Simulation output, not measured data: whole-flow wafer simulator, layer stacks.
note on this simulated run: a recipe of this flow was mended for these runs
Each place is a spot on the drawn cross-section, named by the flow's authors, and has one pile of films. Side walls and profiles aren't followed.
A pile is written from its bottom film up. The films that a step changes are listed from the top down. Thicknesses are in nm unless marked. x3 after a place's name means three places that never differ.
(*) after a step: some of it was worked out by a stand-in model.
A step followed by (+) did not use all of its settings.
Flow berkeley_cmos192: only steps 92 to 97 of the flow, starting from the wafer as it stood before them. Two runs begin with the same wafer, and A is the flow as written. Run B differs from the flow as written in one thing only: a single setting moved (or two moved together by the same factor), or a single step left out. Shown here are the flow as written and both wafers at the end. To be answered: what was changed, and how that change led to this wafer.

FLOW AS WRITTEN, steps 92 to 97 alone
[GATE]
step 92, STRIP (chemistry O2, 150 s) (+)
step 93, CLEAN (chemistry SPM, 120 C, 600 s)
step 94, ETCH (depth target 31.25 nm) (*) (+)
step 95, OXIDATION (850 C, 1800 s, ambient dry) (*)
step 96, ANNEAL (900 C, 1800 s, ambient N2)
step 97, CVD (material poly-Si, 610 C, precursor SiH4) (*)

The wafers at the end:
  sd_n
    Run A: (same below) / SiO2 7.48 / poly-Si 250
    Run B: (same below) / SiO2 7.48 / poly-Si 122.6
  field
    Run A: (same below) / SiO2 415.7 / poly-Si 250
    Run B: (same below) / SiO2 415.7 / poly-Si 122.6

Cause: step 97, CVD: 578 C was run, whereas the flow has 610 C.

Step by step, how the change led to this:
  step 97, CVD (material poly-Si, 610 C, precursor SiH4) (*)
      field, sd_n, spacer_n, gate, sd_p, spacer_p x2, contact, m1: A +250 poly-Si (new film) | B +122.6 poly-Si (new film)
